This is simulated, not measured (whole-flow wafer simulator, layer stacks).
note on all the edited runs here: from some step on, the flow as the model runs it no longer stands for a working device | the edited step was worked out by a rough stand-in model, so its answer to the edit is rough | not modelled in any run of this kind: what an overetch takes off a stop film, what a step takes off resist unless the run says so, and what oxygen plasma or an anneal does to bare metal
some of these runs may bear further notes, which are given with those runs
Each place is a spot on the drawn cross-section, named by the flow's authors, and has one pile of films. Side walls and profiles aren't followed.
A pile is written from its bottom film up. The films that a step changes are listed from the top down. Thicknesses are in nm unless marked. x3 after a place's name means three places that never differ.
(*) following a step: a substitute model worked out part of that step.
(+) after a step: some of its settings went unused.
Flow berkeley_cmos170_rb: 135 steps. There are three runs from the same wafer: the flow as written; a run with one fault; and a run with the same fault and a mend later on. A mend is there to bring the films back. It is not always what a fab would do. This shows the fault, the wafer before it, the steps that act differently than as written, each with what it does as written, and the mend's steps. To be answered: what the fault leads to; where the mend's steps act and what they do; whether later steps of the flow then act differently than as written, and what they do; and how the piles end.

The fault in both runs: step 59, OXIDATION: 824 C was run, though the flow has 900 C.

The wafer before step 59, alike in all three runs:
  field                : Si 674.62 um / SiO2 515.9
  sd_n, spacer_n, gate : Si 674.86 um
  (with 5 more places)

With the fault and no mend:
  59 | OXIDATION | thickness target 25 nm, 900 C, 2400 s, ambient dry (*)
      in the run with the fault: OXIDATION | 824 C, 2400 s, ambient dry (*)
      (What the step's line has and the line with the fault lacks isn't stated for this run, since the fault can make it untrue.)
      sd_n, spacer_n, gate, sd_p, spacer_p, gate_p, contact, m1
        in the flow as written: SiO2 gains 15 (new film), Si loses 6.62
        in the run with the fault: SiO2 gains 6.79 (new film), Si loses 2.99
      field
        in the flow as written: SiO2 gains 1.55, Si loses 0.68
        in the run with the fault: SiO2 gains 0.36, Si loses 0.16
  Steps further on in the flow that do not act as written (31 other steps are not shown; they differ only slightly, by no more than 2% or 0.5 nm, whichever is larger):
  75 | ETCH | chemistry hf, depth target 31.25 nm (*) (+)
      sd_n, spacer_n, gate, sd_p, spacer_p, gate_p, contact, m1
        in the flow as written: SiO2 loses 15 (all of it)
        in the run with the fault: SiO2 loses 6.79 (all of it)
  At the end the piles are close to the flow's at the places that both follow, differing by at most 2% or 0.5 nm, whichever is larger.

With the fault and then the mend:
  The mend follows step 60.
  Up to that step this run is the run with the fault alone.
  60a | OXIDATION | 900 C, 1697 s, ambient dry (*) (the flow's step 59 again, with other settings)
      sd_n, spacer_n, gate, sd_p, spacer_p, gate_p, contact, m1
        SiO2 gains 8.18, Si loses 3.6
      field
        SiO2 gains 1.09, Si loses 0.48
  Later steps of the flow that are run all act as written at every place that is followed, up to a difference of at most 2% or 0.5 nm, whichever is larger.
  At the end the piles are close to the flow's at the places that both follow, differing by at most 2% or 0.5 nm, whichever is larger.
